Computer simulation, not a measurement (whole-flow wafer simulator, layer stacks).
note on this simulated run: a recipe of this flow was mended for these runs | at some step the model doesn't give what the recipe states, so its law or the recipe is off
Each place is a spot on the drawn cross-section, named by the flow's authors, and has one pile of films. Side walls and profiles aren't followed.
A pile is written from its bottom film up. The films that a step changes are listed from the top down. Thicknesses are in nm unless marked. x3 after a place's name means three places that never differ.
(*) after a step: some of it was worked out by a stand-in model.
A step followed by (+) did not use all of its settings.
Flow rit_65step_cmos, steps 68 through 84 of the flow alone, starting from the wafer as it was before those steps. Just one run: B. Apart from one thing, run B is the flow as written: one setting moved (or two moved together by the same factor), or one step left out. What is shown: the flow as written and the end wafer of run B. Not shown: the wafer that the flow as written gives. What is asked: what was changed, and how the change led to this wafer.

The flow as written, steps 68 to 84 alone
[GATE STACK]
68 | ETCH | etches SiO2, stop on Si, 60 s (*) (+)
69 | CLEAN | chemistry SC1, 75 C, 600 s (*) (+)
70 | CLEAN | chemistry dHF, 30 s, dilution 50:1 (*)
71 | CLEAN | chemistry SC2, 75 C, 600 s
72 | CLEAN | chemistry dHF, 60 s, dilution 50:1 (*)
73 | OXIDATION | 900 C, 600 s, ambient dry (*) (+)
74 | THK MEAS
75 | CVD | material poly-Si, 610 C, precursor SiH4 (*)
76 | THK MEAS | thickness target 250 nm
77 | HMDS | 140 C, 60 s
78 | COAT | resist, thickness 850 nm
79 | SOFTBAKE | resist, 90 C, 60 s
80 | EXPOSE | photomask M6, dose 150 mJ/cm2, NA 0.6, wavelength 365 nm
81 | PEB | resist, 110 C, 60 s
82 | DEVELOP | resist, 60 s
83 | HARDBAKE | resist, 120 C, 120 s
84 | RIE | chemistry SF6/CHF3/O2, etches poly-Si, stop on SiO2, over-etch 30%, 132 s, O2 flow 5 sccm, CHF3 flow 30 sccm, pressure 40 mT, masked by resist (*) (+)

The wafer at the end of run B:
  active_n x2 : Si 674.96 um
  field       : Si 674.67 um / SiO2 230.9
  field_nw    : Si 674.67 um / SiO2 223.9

The reason: step 75, CVD: 578 C was run, though the flow has 610 C.

The path from the change to this, step by step:
  75 | CVD | material poly-Si, 610 C, precursor SiH4 (*)
      field, field_pw, field_nw and 11 more: poly-Si gains 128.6 (new film) (in the flow as written it would be: poly-Si gains 250 (new film))
  84 | RIE | chemistry SF6/CHF3/O2, etches poly-Si, stop on SiO2, over-etch 30%, 132 s, O2 flow 5 sccm, CHF3 flow 30 sccm, pressure 40 mT, masked by resist (*) (+)
      active_n x2, spacer, spacer_p, sd_n, sd_p, contact, m1: poly-Si loses 128.6 (all of it), SiO2 loses 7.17 (all of it) (in the flow as written it would be: poly-Si loses 250 (all of it), SiO2 loses 2.76)
      field, field_pw, field_nw, field_p: poly-Si loses 128.6 (all of it), SiO2 loses 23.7 (in the flow as written it would be: poly-Si loses 250 (all of it), SiO2 loses 2.76)
